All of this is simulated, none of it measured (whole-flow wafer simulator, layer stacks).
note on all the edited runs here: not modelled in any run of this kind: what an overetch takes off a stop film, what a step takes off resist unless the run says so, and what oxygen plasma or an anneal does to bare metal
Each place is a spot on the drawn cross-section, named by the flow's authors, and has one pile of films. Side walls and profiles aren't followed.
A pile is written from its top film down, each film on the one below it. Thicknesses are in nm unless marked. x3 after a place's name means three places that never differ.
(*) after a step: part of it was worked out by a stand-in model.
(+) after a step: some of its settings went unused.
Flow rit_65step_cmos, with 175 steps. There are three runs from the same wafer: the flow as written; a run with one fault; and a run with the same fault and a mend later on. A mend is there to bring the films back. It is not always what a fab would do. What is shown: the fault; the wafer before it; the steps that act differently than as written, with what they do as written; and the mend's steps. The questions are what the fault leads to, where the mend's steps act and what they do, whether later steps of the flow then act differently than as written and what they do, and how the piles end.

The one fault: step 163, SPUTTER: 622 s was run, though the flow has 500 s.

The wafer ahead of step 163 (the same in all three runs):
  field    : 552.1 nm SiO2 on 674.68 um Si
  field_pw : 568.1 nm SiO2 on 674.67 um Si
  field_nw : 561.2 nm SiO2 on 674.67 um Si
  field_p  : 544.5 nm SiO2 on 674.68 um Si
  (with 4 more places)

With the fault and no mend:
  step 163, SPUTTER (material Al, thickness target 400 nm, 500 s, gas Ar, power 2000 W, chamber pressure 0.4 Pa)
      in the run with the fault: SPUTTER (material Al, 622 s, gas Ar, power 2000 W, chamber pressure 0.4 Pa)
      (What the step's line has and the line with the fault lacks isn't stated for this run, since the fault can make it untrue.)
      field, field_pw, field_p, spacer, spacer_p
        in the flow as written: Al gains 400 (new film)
        in the run with the fault: Al gains 497.6 (new film)
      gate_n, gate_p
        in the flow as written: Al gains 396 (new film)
        in the run with the fault: Al gains 485.5 (new film)
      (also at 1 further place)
  Steps further on in the flow that do not act as written (3 more steps, not shown, differ only slightly: by at most 2% or 0.5 nm, whichever is larger):
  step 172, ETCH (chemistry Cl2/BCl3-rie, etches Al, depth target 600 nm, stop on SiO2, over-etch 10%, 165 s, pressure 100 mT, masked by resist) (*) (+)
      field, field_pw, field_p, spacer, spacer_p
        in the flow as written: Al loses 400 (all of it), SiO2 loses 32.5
        in the run with the fault: Al loses 497.6 (all of it), SiO2 loses 20.3
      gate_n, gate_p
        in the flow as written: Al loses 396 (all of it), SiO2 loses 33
        in the run with the fault: Al loses 485.5 (all of it), SiO2 loses 21.8
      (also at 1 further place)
  The piles end different from the flow's at field, field_pw, field_nw, field_p, gate_n, gate_p, spacer, spacer_p by more than 2% or 0.5 nm, whichever is larger.
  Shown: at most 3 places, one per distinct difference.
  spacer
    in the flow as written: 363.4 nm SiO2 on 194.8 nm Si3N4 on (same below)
    in the run with the fault: 375.6 nm SiO2 on 194.8 nm Si3N4 on (same below)
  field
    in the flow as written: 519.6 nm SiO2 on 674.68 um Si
    in the run with the fault: 531.8 nm SiO2 on 674.68 um Si
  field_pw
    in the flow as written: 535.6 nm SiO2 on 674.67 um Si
    in the run with the fault: 547.8 nm SiO2 on 674.67 um Si

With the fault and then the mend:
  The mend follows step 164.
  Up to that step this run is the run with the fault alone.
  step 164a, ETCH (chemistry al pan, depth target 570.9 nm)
      field, field_pw, field_nw, field_p, spacer, spacer_p
        Al loses 497.6 (all of it)
      gate_n, gate_p
        Al loses 485.5 (all of it)
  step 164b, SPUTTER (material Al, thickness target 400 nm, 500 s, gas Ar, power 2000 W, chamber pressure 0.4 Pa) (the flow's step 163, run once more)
      field, field_pw, field_p, spacer, spacer_p
        Al gains 400 (new film)
      gate_n, gate_p
        Al gains 396 (new film)
      field_nw
        Al gains 397.2 (new film)
  Every later step of the flow that is run acts as written at every place that is followed.
  By the end, the piles equal the flow's at every place that both follow.
